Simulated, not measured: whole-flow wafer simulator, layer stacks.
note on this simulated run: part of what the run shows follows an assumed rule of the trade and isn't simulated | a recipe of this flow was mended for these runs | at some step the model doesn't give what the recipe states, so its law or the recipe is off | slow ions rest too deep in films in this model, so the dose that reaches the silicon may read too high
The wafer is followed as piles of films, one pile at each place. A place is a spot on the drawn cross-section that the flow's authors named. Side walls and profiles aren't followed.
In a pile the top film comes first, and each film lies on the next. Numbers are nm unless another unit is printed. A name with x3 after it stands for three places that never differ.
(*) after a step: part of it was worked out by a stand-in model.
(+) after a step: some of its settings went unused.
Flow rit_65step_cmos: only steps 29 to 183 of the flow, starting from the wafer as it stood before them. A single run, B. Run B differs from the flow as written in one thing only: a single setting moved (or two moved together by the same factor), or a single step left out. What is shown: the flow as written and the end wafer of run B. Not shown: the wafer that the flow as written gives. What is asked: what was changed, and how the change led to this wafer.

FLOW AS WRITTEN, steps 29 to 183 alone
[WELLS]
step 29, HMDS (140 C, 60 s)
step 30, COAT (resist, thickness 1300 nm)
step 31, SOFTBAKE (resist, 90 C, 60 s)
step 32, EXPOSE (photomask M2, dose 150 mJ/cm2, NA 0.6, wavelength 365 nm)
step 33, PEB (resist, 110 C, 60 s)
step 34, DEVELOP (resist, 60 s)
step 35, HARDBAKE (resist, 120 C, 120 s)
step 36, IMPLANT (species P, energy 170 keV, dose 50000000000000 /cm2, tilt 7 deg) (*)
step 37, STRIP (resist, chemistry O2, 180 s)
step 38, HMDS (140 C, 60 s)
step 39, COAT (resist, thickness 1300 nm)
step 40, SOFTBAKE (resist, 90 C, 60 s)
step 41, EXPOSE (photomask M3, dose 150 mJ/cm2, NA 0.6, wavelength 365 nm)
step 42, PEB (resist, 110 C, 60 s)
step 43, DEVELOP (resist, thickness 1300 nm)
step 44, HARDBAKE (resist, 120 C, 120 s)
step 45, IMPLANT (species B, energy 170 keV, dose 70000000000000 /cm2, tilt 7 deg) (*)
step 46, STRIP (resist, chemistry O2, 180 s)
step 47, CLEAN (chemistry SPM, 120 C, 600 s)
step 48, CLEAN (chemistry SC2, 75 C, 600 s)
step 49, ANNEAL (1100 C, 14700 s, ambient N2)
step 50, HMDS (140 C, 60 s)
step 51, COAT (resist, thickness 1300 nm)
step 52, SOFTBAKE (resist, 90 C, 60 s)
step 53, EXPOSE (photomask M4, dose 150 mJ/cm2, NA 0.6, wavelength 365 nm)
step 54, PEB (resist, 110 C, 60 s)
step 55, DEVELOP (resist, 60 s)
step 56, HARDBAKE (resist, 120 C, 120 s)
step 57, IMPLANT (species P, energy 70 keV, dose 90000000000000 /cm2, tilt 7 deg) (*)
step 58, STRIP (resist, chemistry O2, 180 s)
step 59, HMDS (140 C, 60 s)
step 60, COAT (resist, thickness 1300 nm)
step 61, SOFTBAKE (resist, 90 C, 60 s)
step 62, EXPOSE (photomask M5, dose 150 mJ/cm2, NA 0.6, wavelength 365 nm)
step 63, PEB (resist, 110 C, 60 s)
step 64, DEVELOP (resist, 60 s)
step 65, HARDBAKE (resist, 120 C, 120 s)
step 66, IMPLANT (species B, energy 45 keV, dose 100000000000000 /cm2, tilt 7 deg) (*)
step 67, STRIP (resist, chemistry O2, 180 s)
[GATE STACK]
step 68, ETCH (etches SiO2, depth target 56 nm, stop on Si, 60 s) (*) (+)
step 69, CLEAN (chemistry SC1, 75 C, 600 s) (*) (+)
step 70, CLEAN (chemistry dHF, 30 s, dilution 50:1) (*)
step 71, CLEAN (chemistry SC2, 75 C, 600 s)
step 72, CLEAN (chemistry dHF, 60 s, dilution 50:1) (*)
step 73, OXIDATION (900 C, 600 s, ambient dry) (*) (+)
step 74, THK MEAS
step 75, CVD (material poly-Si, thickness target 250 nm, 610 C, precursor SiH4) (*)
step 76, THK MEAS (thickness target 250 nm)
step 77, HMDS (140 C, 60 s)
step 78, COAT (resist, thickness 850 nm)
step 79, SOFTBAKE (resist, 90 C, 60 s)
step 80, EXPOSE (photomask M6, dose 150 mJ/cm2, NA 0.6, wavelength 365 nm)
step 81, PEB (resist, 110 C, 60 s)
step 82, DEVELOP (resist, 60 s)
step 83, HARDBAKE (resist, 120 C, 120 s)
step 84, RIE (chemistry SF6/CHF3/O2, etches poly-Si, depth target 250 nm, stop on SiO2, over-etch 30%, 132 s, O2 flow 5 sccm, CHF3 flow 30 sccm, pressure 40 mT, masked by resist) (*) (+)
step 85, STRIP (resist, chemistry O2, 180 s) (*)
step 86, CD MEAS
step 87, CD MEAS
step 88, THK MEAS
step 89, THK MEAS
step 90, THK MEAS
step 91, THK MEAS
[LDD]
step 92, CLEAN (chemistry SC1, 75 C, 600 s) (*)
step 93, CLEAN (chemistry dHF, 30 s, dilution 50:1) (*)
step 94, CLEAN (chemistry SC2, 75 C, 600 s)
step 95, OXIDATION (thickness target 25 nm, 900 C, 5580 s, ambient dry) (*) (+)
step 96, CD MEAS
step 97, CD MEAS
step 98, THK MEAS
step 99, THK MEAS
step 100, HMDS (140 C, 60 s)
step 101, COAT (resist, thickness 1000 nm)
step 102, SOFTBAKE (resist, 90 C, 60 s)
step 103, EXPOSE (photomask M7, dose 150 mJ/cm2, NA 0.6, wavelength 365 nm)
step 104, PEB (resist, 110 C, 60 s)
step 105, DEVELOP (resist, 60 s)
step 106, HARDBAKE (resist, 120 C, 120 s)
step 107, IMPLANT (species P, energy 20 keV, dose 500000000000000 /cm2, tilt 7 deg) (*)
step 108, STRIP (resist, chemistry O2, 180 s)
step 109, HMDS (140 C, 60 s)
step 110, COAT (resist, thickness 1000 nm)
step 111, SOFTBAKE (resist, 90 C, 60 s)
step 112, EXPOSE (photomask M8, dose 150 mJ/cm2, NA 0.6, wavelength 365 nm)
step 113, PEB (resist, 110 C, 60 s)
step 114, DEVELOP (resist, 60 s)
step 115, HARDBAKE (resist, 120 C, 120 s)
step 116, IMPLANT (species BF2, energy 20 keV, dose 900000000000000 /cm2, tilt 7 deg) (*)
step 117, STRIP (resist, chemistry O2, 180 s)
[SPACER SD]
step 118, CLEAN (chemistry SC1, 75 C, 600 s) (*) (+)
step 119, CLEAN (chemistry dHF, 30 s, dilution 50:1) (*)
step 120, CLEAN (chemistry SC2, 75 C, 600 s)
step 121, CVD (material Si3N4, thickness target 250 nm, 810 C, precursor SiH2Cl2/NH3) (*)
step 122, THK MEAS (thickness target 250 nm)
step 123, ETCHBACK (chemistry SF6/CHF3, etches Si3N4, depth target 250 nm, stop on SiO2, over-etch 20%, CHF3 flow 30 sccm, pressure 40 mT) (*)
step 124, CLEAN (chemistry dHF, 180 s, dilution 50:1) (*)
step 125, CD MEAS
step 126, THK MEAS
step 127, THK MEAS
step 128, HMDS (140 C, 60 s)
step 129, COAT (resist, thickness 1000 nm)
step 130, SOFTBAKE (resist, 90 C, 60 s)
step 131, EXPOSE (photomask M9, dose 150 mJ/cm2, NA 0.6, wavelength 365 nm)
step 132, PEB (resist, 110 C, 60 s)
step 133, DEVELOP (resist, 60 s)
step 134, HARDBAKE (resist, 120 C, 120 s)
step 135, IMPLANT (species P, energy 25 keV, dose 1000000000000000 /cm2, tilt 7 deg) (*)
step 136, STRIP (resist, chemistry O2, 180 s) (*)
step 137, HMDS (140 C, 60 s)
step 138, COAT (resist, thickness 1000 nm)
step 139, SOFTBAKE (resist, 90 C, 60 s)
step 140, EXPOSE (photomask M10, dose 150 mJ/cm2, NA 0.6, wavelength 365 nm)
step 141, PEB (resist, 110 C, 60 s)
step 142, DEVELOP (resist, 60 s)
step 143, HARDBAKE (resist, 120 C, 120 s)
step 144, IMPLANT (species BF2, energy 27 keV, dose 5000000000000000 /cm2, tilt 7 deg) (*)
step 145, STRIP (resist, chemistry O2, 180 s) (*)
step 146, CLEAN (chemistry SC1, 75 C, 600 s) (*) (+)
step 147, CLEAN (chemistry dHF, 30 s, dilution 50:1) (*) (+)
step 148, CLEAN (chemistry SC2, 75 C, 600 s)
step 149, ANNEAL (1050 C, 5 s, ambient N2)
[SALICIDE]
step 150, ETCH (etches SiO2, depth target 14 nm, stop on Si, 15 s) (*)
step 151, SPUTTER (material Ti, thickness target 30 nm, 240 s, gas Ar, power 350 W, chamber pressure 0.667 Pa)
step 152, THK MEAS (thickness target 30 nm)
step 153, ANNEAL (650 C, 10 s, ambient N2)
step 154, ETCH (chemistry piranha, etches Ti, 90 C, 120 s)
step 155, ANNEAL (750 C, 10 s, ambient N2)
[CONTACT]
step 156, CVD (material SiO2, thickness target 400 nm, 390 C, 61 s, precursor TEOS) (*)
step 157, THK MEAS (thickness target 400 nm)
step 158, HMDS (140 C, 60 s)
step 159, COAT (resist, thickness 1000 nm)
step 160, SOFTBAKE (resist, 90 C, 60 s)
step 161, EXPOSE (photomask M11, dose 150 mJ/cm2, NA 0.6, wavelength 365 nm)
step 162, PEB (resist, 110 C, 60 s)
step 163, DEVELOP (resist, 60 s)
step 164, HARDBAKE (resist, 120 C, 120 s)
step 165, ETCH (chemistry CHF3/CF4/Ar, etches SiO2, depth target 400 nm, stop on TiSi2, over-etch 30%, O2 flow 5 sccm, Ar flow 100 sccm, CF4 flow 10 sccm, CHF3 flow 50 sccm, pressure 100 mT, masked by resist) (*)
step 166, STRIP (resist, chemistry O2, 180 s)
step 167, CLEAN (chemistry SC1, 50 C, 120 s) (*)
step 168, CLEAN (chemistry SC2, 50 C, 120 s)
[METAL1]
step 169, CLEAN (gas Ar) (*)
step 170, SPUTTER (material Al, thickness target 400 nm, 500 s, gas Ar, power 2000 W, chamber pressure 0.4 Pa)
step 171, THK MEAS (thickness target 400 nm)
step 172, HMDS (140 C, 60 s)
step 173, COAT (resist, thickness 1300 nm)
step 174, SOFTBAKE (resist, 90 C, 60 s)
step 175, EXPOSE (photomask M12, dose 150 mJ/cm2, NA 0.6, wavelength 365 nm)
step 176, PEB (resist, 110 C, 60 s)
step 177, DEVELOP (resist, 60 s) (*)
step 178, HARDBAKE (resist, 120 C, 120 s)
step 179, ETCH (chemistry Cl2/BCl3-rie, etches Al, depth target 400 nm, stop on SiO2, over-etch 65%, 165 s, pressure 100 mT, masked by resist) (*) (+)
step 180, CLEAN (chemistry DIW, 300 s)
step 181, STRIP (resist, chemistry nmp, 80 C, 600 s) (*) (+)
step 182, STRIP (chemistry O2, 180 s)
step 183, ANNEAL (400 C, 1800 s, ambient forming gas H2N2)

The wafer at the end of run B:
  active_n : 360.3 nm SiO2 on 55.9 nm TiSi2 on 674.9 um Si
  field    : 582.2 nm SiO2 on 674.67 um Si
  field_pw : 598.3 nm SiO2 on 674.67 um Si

The reason: step 68, ETCH: depth target 28 nm was run, though the flow has depth target 56 nm; step 68, ETCH: 30 s was run, where the flow has 60 s.

How this came from the change, step by step:
  step 68, ETCH (etches SiO2, depth target 56 nm, stop on Si, 60 s) (*) (+)
      active_n, active_p, gate_n and 7 more: SiO2 loses 28 (as written it would have been: SiO2 loses 45.4 (all of it), Si loses 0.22)
      field, field_pw, field_nw, field_p: SiO2 loses 28 (as written it would have been: SiO2 loses 56)
  step 69, CLEAN (chemistry SC1, 75 C, 600 s) (*) (+)
      gate_n, gate_p, spacer, spacer_p, sd_n, sd_p, contact, m1: SiO2 loses 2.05 (as written it would have been: chemical SiO2 gains 0.6 (new film), Si loses 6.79)
      active_n, active_p: SiO2 loses 2.05 (as written it would have been: chemical SiO2 gains 0.6 (new film), Si loses 6.8)
  step 70, CLEAN (chemistry dHF, 30 s, dilution 50:1) (*)
      active_n, gate_n, spacer, sd_n, contact, m1: SiO2 loses 3.24 (as written it would have been: chemical SiO2 loses 0.6 (all of it))
      active_p, gate_p, spacer_p, sd_p: SiO2 loses 5.64 (as written it would have been: chemical SiO2 loses 0.6 (all of it))
  step 72, CLEAN (chemistry dHF, 60 s, dilution 50:1) (*)
      active_n, gate_n, spacer, sd_n, contact, m1: SiO2 loses 6.5 (as written it would have been: chemical SiO2 loses 0.4 (all of it))
      gate_p, spacer_p, sd_p: SiO2 loses 9.74 (all of it) (as written it would have been: chemical SiO2 loses 0.4 (all of it))
      (also at 1 further place)
  step 73, OXIDATION (900 C, 600 s, ambient dry) (*) (+)
      active_n, gate_n, spacer, sd_n, contact, m1: SiO2 gains 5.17, Si loses 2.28 (as written it would have been: SiO2 gains 7.17 (new film), Si loses 3.16)
  step 93, CLEAN (chemistry dHF, 30 s, dilution 50:1) (*)
      active_n, spacer, sd_n, contact, m1: SiO2 loses 2.78 (as written it would have been: SiO2 loses 2.36 (all of it))
  step 95, OXIDATION (thickness target 25 nm, 900 C, 5580 s, ambient dry) (*) (+)
      active_n, spacer, sd_n, contact, m1: SiO2 gains 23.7, Si loses 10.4 (as written it would have been: SiO2 gains 26.5 (new film), chemical SiO2 loses 0.4 (all of it), Si loses 11.5)
  step 123, ETCHBACK (chemistry SF6/CHF3, etches Si3N4, depth target 250 nm, stop on SiO2, over-etch 20%, CHF3 flow 30 sccm, pressure 40 mT) (*)
      spacer: Si3N4 loses 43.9 (as written it would have been: Si3N4 loses 45.9)
  step 134, HARDBAKE (resist, 120 C, 120 s)
      field_p: resist loses 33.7 (as written it would have been: resist loses 34.4)
